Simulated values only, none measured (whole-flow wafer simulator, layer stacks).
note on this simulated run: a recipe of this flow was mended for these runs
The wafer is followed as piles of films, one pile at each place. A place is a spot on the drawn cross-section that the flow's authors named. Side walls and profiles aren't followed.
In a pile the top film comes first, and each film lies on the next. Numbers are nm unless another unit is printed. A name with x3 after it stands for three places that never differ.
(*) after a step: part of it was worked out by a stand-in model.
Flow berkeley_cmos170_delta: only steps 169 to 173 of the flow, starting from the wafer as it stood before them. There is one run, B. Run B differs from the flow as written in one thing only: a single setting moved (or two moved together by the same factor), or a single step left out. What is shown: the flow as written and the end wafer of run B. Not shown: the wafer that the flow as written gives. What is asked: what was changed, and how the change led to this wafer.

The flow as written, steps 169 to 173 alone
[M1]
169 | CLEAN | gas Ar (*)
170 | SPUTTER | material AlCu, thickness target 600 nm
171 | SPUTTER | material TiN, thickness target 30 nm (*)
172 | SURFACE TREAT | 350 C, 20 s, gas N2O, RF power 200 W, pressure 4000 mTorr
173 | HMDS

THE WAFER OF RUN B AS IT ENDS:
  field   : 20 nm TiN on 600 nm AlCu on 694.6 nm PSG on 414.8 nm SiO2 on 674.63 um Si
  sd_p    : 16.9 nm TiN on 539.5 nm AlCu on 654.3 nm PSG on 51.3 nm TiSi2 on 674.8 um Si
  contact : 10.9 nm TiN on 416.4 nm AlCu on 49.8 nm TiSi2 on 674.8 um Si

The reason: step 171, SPUTTER: thickness target 20 nm was run, though the flow has thickness target 30 nm.
The wafer itself shows it: field has TiN 20, and step 171 as written asks for 30 nm.

How this came from the change, step by step:
  171 | SPUTTER | material TiN, thickness target 30 nm (*)
      field, sd_n, spacer_n, gate, spacer_p, gate_p, m1: +20 TiN (new film) (as written it would have been: +30 TiN (new film))
      sd_p: +16.9 TiN (new film) (as written it would have been: +25.3 TiN (new film))
      (also at 1 further place)
